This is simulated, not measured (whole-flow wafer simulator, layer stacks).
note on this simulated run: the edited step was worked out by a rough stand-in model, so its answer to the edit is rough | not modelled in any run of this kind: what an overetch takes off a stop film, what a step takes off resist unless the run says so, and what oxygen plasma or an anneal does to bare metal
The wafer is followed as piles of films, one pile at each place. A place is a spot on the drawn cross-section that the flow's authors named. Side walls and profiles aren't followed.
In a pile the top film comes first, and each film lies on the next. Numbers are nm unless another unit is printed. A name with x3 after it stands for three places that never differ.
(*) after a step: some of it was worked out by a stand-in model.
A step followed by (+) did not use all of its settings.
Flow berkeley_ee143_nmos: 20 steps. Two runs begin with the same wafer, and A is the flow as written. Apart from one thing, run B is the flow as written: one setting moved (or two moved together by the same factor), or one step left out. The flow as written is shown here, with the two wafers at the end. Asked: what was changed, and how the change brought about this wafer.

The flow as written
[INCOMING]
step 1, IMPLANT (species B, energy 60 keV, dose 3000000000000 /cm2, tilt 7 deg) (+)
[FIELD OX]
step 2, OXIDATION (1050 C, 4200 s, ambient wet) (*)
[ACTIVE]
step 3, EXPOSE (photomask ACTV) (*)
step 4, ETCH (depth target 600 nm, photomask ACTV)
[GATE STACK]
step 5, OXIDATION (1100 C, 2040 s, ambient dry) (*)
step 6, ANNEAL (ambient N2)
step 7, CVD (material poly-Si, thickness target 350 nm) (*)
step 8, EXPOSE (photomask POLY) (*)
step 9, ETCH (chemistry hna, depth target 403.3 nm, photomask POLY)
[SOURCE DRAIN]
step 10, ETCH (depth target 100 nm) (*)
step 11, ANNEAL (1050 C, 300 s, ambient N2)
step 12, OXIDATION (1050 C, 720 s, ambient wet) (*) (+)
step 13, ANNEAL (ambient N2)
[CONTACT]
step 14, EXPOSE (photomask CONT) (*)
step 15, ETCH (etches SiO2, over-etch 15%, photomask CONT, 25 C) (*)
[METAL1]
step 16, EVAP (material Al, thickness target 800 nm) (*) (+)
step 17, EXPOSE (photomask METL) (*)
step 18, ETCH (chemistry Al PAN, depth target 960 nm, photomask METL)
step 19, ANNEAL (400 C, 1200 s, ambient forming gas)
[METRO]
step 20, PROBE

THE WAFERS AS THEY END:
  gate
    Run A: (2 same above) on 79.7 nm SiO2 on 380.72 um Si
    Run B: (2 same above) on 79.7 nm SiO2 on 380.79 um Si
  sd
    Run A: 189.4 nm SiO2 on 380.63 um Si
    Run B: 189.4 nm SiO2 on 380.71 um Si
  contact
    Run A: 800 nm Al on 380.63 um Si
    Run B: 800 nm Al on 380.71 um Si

What caused this: step 2, OXIDATION: 2356 s was run, though the flow has 4200 s.

The path from the change to this, step by step:
  step 2, OXIDATION (1050 C, 4200 s, ambient wet) (*)
      gate, sd, contact, field: A SiO2 gains 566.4 (new film), chemical SiO2 loses 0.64 (all of it), Si loses 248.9 | B SiO2 gains 398.7 (new film), chemical SiO2 loses 0.64 (all of it), Si loses 175.2
  step 4, ETCH (depth target 600 nm, photomask ACTV)
      gate, sd, contact: A SiO2 loses 566.4 (all of it) | B SiO2 loses 398.7 (all of it)
  step 5, OXIDATION (1100 C, 2040 s, ambient dry) (*)
      field: A SiO2 gains 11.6, Si loses 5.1 | B SiO2 gains 15.6, Si loses 6.85
  step 12, OXIDATION (1050 C, 720 s, ambient wet) (*) (+)
      field: A SiO2 gains 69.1, Si loses 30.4 | B SiO2 gains 90, Si loses 39.6
